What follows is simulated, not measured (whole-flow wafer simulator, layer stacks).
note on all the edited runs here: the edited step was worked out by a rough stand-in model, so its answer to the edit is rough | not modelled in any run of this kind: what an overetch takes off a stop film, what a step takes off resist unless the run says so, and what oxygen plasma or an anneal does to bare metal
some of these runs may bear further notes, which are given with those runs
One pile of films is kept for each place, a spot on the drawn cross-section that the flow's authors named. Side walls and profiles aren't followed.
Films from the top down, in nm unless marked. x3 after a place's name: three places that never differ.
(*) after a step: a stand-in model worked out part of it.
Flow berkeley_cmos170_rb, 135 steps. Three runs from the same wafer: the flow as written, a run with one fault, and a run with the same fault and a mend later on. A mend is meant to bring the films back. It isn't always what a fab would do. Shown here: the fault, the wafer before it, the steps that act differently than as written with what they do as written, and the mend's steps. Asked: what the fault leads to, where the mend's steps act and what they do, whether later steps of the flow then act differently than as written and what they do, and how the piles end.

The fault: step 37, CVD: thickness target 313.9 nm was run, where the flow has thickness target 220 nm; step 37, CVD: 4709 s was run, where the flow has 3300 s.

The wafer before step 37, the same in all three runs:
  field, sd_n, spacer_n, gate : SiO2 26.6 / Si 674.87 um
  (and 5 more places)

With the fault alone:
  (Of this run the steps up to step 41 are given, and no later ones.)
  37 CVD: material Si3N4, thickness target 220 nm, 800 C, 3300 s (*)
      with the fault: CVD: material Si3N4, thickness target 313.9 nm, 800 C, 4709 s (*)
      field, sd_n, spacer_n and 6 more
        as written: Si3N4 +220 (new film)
        with the fault: Si3N4 +313.9 (new film)
  No later step of the flow up to step 41 acts differently than as written at any place that is followed.
  After step 41 the piles differ from the flow's by more than 2% or 0.5 nm, whichever is larger, at field, sd_n, spacer_n and 6 more.
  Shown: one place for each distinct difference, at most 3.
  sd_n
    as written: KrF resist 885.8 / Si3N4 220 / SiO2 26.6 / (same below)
    with the fault: KrF resist 885.8 / Si3N4 313.9 / SiO2 26.6 / (same below)
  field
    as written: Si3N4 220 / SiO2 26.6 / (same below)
    with the fault: Si3N4 313.9 / SiO2 26.6 / (same below)

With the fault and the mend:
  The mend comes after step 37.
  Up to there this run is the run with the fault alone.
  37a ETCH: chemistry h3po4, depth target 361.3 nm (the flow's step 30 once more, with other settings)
      field, sd_n, spacer_n and 6 more
        Si3N4 -313.9 (all of it)
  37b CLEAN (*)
      changes no film at any place that is followed
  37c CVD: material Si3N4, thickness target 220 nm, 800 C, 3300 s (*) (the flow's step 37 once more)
      field, sd_n, spacer_n and 6 more
        Si3N4 +220 (new film)
  No later step of the flow acts differently than as written at any place that is followed.
  At the end the piles are the same as the flow's at every place that both follow.
